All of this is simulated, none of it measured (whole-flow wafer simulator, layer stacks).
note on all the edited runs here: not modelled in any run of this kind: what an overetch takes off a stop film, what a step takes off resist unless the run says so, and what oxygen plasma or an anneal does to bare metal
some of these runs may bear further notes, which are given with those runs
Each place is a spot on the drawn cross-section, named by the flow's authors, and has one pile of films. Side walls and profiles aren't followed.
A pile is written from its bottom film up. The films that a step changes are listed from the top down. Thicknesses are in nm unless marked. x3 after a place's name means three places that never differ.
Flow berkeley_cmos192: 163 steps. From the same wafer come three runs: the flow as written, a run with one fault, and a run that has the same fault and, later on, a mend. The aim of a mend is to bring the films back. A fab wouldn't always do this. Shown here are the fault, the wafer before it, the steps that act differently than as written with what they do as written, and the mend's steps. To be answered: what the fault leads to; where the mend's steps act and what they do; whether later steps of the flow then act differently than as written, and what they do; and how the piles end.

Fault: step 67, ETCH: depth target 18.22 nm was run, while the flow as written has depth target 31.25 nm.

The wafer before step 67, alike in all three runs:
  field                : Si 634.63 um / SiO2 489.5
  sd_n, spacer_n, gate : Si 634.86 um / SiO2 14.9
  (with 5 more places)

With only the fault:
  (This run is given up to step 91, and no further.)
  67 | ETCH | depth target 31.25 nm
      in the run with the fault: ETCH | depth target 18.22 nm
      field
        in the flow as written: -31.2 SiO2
        in the run with the fault: -18.2 SiO2
  Every later step of the flow up to step 91 that is run acts as written, at every place that is followed, to within 2% or 0.5 nm, whichever is larger.
  Once step 91 is done, the piles at field depart from the flow's by more than 2% or 0.5 nm, whichever is larger.
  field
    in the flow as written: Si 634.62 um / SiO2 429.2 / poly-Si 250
    in the run with the fault: Si 634.62 um / SiO2 442.2 / poly-Si 250

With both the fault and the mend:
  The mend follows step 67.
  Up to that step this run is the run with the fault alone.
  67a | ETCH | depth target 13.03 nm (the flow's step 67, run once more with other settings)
      field
        -13 SiO2
  Every later step of the flow that is run acts as written, at every place that is followed, to within 2% or 0.5 nm, whichever is larger.
  By the end, the piles equal the flow's at every place that both follow.
